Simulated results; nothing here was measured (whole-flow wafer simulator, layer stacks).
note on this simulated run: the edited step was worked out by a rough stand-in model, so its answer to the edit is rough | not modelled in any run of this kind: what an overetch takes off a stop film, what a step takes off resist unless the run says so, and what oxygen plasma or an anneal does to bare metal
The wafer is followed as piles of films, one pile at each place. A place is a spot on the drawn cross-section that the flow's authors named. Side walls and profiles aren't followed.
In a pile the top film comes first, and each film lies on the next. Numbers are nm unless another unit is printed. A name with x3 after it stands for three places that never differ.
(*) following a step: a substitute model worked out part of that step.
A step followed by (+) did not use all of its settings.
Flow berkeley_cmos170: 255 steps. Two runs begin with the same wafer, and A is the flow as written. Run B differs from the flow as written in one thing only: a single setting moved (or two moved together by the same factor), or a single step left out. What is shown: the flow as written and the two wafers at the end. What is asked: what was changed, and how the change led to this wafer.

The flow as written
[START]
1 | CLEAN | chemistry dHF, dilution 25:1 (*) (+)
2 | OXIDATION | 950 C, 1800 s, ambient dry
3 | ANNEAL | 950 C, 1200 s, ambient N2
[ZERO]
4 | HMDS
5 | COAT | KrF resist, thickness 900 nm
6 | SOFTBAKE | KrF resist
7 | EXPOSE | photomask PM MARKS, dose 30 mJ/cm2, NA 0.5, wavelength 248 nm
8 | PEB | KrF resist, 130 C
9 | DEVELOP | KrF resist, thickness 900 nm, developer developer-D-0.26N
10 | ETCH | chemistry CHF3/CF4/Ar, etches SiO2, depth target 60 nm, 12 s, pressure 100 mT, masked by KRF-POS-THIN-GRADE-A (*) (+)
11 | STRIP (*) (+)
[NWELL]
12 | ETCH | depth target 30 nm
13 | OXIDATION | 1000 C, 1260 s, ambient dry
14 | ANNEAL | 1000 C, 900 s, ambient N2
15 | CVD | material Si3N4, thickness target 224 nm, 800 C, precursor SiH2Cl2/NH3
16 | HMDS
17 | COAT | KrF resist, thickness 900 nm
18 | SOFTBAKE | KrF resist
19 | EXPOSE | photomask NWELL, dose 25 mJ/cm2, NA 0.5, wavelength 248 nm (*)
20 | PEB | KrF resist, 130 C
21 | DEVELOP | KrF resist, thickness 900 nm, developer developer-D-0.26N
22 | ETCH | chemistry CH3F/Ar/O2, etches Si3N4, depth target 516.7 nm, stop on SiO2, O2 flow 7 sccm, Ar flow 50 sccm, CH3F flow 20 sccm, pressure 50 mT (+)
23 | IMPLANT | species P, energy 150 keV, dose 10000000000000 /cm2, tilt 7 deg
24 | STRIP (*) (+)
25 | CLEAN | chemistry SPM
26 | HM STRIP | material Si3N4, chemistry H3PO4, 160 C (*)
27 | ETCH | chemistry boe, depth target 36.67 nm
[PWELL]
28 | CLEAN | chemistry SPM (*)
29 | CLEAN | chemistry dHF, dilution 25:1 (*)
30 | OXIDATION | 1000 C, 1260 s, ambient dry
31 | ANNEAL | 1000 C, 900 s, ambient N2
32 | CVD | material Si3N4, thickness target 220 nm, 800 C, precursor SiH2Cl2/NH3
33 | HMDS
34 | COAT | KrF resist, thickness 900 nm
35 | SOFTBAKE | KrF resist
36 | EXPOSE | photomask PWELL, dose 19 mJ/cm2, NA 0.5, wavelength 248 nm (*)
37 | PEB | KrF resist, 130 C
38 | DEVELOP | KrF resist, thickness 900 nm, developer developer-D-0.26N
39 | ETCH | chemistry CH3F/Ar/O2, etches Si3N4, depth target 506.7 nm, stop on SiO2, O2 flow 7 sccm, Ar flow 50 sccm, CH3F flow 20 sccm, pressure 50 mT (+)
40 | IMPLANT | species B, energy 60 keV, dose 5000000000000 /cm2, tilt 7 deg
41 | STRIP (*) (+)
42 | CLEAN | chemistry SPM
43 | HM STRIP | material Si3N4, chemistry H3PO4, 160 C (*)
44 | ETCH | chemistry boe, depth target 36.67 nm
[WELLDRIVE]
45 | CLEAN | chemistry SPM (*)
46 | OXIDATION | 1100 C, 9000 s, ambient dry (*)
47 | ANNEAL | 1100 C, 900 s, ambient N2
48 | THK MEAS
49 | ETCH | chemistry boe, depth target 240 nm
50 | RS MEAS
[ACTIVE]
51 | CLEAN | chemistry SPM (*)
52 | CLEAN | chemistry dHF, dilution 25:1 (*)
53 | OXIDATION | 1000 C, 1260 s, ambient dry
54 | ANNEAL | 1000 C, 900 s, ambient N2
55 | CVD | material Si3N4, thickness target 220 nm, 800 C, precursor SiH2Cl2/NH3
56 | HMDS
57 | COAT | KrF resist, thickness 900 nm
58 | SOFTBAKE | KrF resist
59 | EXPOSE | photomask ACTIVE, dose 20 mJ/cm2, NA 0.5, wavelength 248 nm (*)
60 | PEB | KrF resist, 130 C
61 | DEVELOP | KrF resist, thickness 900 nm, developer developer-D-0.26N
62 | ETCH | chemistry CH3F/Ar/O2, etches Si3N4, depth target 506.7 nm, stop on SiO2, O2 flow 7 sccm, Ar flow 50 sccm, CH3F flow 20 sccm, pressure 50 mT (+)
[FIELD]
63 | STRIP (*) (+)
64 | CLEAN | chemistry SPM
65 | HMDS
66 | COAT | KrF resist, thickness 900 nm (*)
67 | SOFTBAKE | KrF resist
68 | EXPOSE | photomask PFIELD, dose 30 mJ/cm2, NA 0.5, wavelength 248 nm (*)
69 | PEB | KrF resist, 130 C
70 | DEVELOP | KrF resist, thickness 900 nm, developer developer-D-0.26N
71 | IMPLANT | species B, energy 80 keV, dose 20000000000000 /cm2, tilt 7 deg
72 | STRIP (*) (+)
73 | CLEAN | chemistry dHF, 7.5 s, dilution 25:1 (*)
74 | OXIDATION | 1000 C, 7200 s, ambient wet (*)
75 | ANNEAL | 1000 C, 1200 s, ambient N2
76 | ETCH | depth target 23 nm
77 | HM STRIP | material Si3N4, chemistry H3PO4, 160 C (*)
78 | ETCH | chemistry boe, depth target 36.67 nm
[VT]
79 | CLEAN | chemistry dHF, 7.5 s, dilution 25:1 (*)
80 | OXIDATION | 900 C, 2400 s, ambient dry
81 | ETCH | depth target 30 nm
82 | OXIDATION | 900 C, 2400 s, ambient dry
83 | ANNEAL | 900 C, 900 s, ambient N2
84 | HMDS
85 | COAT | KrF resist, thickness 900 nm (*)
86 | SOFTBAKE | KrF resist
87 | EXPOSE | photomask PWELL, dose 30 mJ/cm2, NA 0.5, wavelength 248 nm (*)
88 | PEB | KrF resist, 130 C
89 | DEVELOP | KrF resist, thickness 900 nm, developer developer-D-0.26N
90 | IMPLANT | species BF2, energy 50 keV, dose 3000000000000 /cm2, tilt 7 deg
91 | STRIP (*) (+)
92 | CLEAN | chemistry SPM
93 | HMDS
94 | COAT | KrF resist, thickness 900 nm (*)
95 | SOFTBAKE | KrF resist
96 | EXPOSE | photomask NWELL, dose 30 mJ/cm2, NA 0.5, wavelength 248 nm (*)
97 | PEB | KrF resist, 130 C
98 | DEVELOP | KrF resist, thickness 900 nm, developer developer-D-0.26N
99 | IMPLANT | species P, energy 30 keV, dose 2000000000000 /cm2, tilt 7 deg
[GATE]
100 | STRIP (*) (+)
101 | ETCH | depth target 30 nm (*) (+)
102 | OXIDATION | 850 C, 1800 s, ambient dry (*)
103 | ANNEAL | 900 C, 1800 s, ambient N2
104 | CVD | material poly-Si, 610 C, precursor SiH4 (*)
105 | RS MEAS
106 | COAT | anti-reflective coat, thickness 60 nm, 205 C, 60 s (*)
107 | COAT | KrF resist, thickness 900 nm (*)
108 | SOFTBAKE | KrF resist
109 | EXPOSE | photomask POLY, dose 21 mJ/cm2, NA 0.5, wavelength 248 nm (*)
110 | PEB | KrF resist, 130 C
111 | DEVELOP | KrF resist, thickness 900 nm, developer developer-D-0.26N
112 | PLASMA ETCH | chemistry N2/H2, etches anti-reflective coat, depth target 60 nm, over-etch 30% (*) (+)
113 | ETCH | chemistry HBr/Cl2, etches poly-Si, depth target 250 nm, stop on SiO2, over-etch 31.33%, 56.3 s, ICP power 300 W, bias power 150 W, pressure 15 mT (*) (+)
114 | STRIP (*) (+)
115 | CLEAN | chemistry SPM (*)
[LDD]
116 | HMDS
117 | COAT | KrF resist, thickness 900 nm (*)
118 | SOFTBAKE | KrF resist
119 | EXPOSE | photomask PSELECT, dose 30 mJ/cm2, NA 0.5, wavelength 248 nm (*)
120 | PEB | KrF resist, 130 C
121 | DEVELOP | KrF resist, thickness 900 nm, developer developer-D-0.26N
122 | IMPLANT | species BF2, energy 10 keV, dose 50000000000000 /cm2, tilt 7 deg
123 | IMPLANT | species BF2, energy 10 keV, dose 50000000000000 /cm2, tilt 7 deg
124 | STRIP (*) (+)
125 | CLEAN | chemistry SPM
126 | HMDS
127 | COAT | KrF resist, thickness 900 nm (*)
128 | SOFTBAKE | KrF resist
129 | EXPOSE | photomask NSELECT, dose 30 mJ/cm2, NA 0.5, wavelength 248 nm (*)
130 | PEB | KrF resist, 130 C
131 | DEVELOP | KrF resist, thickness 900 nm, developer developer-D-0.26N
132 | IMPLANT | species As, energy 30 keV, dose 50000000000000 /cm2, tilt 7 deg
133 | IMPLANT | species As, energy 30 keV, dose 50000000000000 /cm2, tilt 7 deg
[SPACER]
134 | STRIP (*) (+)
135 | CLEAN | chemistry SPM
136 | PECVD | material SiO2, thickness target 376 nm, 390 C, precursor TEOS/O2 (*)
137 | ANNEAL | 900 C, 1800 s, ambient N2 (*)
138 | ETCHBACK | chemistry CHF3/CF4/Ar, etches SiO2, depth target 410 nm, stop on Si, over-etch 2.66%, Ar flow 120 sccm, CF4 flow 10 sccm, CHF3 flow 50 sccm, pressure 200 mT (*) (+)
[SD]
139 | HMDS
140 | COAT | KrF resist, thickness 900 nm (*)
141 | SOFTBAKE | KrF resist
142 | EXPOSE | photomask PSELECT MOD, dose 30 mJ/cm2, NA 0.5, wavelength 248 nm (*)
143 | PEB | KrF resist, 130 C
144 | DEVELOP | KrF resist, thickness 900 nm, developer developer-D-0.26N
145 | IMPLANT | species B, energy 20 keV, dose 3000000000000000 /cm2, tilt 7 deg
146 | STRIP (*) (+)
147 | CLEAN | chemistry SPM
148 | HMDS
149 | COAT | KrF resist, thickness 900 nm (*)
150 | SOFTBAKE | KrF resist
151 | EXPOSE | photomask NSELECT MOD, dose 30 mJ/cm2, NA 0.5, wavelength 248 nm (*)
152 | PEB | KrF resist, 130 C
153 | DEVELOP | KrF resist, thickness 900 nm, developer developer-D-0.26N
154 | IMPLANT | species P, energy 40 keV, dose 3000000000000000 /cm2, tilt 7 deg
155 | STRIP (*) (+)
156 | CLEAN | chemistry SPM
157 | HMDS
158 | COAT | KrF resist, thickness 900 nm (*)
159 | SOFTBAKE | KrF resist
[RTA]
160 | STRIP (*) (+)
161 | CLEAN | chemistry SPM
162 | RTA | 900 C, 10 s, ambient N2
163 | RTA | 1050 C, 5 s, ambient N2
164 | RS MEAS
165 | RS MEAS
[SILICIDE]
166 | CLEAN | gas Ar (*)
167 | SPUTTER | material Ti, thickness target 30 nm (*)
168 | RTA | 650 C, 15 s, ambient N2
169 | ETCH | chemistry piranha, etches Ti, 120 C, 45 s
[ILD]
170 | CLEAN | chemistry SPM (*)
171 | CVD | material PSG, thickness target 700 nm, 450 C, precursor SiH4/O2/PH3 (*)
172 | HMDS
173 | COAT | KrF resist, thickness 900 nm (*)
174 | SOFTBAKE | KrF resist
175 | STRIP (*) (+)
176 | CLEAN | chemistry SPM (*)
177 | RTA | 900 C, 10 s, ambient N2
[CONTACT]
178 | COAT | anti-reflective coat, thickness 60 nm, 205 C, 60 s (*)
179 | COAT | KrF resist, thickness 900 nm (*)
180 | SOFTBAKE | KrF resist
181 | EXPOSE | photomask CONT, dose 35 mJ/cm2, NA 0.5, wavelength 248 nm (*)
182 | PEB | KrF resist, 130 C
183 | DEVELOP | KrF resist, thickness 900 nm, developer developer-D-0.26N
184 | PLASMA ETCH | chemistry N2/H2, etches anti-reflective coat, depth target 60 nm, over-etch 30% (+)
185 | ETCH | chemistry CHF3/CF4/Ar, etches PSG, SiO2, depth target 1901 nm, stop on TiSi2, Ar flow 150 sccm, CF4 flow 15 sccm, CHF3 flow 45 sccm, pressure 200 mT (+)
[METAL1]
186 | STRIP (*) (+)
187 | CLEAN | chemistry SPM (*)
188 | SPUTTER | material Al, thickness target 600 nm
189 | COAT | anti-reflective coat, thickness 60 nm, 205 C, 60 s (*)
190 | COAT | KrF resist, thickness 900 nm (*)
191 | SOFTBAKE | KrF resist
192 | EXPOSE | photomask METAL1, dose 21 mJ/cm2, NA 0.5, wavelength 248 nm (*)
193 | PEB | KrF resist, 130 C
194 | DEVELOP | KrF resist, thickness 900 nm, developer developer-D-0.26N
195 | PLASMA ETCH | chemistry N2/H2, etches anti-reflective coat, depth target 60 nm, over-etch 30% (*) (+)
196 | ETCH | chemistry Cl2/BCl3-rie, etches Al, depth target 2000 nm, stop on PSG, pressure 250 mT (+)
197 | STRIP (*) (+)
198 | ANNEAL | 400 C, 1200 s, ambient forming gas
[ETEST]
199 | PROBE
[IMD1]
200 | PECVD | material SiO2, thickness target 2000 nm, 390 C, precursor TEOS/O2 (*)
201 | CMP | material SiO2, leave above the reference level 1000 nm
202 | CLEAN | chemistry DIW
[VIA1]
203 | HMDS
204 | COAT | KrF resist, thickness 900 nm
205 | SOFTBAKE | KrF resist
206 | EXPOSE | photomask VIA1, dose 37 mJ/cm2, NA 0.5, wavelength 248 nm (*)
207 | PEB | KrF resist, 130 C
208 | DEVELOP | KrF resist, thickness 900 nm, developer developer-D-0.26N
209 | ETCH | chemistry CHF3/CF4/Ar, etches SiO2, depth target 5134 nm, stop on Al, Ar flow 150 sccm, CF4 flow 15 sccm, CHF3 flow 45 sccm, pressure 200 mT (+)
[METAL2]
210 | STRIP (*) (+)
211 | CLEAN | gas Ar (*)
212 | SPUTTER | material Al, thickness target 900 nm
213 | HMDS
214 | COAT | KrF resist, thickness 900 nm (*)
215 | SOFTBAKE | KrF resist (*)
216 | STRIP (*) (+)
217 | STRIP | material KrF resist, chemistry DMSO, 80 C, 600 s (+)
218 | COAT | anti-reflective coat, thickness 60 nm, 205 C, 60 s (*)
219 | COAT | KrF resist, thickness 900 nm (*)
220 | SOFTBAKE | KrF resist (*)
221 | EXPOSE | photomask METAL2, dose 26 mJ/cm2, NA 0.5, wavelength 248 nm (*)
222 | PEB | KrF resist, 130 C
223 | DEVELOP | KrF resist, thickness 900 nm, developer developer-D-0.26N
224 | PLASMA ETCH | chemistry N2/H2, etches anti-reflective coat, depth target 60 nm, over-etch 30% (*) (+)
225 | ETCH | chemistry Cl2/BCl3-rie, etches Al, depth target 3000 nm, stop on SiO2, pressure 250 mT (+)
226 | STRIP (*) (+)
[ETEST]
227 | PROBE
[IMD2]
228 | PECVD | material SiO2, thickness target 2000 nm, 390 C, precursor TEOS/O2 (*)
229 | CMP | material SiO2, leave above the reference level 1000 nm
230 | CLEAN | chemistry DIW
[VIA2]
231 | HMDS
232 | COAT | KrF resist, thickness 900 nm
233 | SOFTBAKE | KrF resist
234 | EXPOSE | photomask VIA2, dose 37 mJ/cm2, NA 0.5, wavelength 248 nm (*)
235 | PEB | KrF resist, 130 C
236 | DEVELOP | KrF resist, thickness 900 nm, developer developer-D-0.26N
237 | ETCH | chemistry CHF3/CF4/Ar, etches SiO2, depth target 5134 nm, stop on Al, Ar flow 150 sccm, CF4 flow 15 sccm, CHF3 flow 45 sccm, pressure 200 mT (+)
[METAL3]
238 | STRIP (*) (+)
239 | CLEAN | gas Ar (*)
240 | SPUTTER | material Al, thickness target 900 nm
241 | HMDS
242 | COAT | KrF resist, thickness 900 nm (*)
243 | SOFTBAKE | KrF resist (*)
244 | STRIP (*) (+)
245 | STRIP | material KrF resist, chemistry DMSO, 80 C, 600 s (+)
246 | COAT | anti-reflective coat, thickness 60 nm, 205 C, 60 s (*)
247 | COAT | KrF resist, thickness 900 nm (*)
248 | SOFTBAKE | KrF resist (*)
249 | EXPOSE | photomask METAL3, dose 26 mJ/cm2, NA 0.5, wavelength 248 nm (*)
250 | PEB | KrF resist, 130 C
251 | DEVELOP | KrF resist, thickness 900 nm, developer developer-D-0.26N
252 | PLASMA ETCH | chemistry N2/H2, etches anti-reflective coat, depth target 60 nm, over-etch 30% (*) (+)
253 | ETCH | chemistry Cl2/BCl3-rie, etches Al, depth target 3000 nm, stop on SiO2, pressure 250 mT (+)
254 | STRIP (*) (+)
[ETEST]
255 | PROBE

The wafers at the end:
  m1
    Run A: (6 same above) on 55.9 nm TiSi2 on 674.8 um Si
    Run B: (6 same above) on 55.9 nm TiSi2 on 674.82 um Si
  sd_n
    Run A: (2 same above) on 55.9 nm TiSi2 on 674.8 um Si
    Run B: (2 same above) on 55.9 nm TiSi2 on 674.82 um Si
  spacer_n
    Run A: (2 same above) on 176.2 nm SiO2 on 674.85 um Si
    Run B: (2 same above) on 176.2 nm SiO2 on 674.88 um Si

The reason: step 46, OXIDATION: 5400 s was run, though the flow has 9000 s.

The path from the change to this, step by step:
  46 | OXIDATION | 1100 C, 9000 s, ambient dry (*)
      field, sd_n, spacer_n and 9 more: A +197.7 SiO2 (new film), -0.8 chemical SiO2 (all of it), -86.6 Si | B +144.5 SiO2 (new film), -0.8 chemical SiO2 (all of it), -63.2 Si
  49 | ETCH | chemistry boe, depth target 240 nm
      field, sd_n, spacer_n and 9 more: A -197.7 SiO2 (all of it) | B -144.5 SiO2 (all of it)
